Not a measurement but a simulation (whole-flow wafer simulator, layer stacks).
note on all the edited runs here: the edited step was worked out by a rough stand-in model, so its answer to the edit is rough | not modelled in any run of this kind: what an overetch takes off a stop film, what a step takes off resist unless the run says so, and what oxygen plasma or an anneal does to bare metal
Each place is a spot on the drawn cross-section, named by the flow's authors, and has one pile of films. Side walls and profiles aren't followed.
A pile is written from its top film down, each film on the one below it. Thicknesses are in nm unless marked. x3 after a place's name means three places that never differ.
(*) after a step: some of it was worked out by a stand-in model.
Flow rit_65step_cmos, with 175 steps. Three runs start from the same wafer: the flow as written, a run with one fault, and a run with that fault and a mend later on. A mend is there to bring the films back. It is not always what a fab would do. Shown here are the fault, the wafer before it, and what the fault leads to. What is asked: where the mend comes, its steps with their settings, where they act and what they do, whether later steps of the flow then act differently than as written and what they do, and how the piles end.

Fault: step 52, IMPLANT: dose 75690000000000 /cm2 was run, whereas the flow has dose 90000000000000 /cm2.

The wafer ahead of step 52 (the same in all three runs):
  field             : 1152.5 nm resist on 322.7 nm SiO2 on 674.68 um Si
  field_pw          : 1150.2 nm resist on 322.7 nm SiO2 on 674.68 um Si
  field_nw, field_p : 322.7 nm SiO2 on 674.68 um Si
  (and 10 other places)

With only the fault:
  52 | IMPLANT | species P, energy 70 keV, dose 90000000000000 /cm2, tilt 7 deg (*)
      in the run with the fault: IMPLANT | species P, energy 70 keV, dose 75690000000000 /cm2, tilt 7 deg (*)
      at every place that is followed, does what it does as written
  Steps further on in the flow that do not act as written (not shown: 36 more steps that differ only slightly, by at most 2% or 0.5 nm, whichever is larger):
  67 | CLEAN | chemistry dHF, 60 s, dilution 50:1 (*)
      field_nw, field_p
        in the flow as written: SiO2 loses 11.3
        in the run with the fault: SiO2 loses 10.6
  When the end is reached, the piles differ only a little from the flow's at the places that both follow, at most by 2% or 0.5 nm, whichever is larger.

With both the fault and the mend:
  The mend stands after step 53.
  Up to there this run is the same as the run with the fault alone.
  53a | HMDS | 140 C, 60 s (the flow's step 45 again)
      does not change any film at any place that is followed
  53b | COAT | resist, thickness 1300 nm (the flow's step 46 again)
      gate_n, gate_p, spacer, spacer_p, contact
        resist gains 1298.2 (new film)
      active_n, active_p, sd_p
        resist gains 1297.4 (new film)
      field_pw, field_nw
        resist gains 1313 (new film)
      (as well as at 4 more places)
  53c | SOFTBAKE | resist, 90 C, 60 s (the flow's step 47 again)
      does not change any film at any place that is followed
  53d | EXPOSE | photomask M4, dose 250 mJ/cm2, NA 0.6, wavelength 365 nm (the flow's step 48 again)
      does not change any film at any place that is followed
  53e | PEB | resist, 110 C, 60 s (the flow's step 49 again)
      gate_n, gate_p, spacer, spacer_p, contact, m1
        resist loses 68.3
      active_n, active_p, sd_n, sd_p
        resist loses 68.2
      field, field_p
        resist loses 69.2
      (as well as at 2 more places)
  53f | DEVELOP | resist, thickness 1300 nm, 68 s (the flow's step 50 again)
      gate_p, spacer_p
        resist loses 1229.9 (all of it)
      field_nw
        resist loses 1243.9 (all of it)
      field_p
        resist loses 1246.4 (all of it)
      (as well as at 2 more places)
  53g | HARDBAKE | resist, 140 C, 120 s (the flow's step 51 again)
      active_n, gate_n, spacer, contact, m1
        resist loses 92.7
      field
        resist loses 94
      field_pw
        resist loses 93.8
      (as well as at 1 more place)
  53h | IMPLANT | species P, energy 70 keV, dose 14310000000000 /cm2, tilt 7 deg (*) (the flow's step 52 again, with other settings)
      does not change any film at any place that is followed
  53i | STRIP | resist, chemistry O2, 180 s (the flow's step 53 again)
      gate_n, spacer, contact
        resist loses 1137.2 (all of it)
      field
        resist loses 1152.5 (all of it)
      field_pw
        resist loses 1150.2 (all of it)
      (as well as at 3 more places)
  Later steps of the flow that are run all act as written at every place that is followed.
  At every place that both follow, the piles at the end match the flow's.
